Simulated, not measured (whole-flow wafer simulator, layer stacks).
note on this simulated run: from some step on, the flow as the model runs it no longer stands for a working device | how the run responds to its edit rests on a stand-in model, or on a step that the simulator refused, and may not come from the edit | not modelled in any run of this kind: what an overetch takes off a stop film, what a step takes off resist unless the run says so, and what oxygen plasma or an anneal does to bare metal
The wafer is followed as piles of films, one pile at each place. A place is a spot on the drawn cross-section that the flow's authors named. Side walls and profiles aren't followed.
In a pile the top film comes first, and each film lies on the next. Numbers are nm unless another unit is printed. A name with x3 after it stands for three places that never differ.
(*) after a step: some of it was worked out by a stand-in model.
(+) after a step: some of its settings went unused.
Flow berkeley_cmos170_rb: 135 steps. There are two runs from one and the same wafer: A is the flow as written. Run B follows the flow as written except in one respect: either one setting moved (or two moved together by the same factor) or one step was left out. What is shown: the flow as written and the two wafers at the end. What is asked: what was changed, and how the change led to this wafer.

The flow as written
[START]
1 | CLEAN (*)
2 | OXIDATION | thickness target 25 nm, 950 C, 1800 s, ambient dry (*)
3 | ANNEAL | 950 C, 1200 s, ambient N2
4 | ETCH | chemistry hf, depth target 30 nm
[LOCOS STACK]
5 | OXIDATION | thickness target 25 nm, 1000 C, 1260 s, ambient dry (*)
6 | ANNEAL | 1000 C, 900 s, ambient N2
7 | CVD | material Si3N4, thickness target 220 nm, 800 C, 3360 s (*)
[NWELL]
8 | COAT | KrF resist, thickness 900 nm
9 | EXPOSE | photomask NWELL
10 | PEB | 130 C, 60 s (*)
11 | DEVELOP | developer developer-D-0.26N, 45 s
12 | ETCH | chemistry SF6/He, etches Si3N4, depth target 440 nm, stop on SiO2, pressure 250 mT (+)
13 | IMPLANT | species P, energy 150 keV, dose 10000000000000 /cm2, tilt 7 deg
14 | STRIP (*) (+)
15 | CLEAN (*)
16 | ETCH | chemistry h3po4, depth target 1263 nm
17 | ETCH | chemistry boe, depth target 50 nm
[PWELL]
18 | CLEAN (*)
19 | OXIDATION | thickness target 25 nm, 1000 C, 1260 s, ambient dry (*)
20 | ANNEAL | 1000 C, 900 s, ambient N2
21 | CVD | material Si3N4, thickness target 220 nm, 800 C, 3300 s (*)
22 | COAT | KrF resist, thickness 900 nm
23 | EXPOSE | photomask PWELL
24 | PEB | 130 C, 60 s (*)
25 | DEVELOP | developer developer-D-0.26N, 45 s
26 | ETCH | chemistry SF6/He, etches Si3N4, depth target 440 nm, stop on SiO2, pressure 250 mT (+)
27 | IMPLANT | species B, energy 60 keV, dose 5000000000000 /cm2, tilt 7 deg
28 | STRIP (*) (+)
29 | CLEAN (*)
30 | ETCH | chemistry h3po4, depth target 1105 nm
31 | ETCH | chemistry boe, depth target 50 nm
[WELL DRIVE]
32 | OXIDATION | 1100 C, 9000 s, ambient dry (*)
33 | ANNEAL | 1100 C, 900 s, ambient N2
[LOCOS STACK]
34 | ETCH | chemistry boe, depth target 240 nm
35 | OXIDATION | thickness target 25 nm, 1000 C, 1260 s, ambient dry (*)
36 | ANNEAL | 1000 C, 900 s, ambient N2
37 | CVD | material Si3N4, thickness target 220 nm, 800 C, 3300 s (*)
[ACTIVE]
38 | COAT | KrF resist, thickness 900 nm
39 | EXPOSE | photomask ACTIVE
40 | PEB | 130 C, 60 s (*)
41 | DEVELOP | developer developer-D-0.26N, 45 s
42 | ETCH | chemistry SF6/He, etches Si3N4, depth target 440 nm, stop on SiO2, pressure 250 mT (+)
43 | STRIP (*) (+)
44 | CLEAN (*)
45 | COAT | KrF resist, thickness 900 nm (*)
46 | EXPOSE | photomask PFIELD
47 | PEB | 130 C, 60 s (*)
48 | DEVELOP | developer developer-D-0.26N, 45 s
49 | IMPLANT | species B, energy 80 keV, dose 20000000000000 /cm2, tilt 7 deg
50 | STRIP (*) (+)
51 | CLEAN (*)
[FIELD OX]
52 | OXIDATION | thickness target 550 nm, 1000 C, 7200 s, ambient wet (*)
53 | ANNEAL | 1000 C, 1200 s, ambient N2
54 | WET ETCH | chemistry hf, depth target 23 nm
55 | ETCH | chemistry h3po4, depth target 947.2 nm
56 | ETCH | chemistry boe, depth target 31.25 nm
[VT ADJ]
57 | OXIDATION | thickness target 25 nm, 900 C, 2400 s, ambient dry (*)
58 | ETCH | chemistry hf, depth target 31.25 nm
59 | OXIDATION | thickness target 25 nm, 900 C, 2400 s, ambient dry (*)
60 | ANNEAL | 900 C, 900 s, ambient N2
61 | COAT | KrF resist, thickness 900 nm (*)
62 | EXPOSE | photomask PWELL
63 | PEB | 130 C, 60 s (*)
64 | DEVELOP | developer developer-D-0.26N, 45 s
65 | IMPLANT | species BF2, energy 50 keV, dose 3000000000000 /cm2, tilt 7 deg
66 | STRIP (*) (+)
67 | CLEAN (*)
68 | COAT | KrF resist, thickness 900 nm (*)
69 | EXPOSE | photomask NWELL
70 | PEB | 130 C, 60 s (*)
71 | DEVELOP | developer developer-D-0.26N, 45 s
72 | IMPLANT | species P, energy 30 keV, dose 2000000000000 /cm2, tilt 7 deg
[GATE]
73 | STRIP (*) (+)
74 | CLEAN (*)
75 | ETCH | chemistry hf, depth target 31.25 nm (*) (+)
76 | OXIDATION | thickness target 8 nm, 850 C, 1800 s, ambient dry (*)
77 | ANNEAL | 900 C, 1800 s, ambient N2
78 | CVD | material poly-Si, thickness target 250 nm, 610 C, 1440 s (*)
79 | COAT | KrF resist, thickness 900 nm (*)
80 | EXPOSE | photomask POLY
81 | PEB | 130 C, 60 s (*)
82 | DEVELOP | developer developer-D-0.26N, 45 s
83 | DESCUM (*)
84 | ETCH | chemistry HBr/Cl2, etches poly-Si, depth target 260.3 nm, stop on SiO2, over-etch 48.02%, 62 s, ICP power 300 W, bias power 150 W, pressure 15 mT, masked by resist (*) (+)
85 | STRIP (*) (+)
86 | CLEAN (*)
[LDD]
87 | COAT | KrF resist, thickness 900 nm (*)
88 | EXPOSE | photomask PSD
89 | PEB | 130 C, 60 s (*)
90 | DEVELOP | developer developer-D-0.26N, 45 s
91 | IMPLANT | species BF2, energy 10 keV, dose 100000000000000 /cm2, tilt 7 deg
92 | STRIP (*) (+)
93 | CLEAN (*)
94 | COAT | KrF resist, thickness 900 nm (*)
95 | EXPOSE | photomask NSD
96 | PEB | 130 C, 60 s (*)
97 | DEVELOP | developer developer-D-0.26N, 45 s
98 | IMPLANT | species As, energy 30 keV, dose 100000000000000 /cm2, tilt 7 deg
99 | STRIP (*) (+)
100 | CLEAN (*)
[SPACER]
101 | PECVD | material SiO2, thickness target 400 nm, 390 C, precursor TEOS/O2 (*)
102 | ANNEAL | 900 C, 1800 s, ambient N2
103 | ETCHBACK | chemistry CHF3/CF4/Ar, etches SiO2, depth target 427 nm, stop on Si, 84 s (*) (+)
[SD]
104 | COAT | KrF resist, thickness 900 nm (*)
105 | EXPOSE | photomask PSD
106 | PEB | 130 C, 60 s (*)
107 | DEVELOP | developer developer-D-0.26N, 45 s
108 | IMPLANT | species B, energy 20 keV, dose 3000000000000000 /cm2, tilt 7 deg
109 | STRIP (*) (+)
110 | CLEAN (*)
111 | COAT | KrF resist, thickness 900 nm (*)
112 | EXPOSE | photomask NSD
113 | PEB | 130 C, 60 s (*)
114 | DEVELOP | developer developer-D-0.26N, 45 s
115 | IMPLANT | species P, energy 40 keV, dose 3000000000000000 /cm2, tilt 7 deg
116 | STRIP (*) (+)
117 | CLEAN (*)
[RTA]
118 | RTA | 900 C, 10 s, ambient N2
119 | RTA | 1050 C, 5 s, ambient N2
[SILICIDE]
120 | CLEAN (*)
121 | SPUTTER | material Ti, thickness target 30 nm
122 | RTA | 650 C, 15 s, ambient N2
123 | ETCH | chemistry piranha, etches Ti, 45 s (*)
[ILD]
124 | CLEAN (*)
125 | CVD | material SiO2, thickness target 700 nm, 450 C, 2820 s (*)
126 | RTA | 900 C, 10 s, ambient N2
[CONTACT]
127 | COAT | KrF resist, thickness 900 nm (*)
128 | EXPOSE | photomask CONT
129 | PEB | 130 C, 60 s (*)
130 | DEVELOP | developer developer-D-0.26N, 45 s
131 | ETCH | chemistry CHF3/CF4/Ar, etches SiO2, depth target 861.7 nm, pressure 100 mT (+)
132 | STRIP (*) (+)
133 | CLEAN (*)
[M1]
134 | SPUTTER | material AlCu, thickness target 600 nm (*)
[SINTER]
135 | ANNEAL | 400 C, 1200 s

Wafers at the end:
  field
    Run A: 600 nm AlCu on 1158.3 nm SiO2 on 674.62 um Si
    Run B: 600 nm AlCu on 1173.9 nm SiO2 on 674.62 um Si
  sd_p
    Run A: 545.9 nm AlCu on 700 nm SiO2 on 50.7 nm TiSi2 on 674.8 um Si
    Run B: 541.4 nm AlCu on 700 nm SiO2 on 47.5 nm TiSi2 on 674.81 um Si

The reason: step 58, ETCH: depth target 15.62 nm was run, whereas the flow has depth target 31.25 nm.

The path from the change to this, step by step:
  58 | ETCH | chemistry hf, depth target 31.25 nm
      field: A -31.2 SiO2 | B -15.6 SiO2
  121 | SPUTTER | material Ti, thickness target 30 nm
      sd_p: A +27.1 Ti (new film) | B +25.4 Ti (new film)
  122 | RTA | 650 C, 15 s, ambient N2
      sd_p: A -21.1 Ti, +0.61 TiSi first (new film), +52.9 TiSi2 C49 (new film), -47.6 Si | B -19.8 Ti, +50.4 TiSi2 C49 (new film), -45 Si
  126 | RTA | 900 C, 10 s, ambient N2
      sd_p: A under 1 film: +50.7 TiSi2 (new film), -0.61 TiSi first (all of it), -52.9 TiSi2 C49 (all of it), -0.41 Si | B under 1 film: +47.5 TiSi2 (new film), -50.4 TiSi2 C49 (all of it)
